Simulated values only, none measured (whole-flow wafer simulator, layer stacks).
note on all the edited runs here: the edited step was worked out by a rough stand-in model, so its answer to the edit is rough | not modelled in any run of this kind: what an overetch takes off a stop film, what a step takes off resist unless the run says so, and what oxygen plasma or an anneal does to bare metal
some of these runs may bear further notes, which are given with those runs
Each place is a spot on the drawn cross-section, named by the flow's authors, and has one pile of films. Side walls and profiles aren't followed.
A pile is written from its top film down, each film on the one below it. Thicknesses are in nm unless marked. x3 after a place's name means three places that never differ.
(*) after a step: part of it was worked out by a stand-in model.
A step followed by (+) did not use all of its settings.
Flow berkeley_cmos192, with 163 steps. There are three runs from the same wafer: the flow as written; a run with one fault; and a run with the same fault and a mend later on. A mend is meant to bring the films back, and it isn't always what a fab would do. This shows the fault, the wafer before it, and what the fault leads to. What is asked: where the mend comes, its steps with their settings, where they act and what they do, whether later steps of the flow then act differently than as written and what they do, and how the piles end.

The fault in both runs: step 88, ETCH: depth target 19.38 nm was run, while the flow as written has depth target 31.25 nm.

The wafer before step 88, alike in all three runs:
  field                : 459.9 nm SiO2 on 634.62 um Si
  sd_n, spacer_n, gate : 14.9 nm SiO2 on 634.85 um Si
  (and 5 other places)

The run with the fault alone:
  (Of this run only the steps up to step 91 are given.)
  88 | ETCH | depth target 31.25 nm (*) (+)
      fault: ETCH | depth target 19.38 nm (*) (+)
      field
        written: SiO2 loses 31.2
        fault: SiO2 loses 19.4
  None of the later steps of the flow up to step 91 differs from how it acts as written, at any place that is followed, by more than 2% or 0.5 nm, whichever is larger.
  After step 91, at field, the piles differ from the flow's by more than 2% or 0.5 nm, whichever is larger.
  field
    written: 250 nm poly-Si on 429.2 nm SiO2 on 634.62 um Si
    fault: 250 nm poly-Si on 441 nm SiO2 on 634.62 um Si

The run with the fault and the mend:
  The mend follows step 88.
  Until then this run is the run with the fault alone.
  88a | ETCH | depth target 11.88 nm (*) (+) (a further turn of the flow's step 88, with different settings)
      field
        SiO2 loses 11.9
  None of the later steps of the flow differs from how it acts as written, at any place that is followed, by more than 2% or 0.5 nm, whichever is larger.
  At every place that both follow, the piles at the end match the flow's.
